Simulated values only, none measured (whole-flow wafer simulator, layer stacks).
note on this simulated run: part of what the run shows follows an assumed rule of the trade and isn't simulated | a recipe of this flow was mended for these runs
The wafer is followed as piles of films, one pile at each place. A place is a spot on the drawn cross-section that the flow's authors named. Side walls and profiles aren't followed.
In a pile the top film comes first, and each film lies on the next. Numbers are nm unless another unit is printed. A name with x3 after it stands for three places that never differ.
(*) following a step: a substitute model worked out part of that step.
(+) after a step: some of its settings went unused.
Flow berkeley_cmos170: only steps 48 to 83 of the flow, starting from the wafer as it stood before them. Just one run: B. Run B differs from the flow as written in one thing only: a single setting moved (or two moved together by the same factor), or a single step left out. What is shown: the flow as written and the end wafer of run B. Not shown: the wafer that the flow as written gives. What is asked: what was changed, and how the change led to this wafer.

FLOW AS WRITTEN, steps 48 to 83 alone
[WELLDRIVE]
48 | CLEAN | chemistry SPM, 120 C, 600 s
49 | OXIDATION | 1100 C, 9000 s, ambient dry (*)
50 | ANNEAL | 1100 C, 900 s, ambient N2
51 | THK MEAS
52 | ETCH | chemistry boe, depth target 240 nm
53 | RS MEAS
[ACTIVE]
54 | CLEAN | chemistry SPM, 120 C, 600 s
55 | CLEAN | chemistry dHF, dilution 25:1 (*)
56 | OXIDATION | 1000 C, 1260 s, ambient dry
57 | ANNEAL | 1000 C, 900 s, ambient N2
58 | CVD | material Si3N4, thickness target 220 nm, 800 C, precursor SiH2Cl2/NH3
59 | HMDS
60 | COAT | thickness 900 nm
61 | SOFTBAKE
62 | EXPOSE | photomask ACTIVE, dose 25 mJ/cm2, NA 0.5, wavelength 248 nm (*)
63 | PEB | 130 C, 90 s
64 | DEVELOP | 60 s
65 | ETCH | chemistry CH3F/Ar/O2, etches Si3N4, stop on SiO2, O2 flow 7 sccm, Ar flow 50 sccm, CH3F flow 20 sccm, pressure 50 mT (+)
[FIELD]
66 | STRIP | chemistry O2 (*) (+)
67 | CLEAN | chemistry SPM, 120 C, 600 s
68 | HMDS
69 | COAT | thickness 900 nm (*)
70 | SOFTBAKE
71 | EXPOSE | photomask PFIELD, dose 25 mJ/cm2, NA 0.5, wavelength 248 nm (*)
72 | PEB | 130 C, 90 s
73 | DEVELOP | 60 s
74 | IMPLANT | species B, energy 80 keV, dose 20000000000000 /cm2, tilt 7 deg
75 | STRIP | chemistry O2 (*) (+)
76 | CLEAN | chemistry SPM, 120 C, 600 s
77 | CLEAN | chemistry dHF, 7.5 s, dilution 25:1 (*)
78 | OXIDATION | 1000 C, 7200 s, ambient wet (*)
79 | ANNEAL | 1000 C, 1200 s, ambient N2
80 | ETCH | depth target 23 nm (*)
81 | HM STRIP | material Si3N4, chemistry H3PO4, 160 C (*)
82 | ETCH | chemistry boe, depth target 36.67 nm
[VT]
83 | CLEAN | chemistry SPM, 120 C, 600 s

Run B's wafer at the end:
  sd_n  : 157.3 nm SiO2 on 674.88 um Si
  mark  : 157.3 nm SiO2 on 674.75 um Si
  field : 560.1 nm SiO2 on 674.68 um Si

The reason: step 52, ETCH: chemistry boe, depth target 240 nm, was skipped.

How this came from the change, step by step:
  54 | CLEAN | chemistry SPM, 120 C, 600 s
      field, mark, sd_n and 10 more: nothing (it would be, as written: chemical SiO2 gains 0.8 (new film), Si loses 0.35)
  55 | CLEAN | chemistry dHF, dilution 25:1 (*)
      field, mark, sd_n and 10 more: nothing (it would be, as written: chemical SiO2 loses 0.8 (all of it))
  56 | OXIDATION | 1000 C, 1260 s, ambient dry
      field, mark, sd_n and 10 more: SiO2 gains 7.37, Si loses 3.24 (it would be, as written: SiO2 gains 26.6 (new film), Si loses 11.7)
  78 | OXIDATION | 1000 C, 7200 s, ambient wet (*)
      sd_n, sd_p: SiO2 gains 12.1 (new film), Si3N4 loses 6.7 (it would be, as written: SiO2 gains 12.1 (new film), Si3N4 loses 6.7, SiO2 gains 0.07, Si loses 0.07)
      field: SiO2 gains 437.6, Si loses 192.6 (it would be, as written: SiO2 gains 542, Si loses 238.5)
  82 | ETCH | chemistry boe, depth target 36.67 nm
      mark, sd_n, spacer_n and 9 more: SiO2 loses 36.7 (it would be, as written: SiO2 loses 15.5 (all of it))
  83 | CLEAN | chemistry SPM, 120 C, 600 s
      mark, sd_n, spacer_n and 9 more: nothing (it would be, as written: chemical SiO2 gains 0.8 (new film), Si loses 0.35)
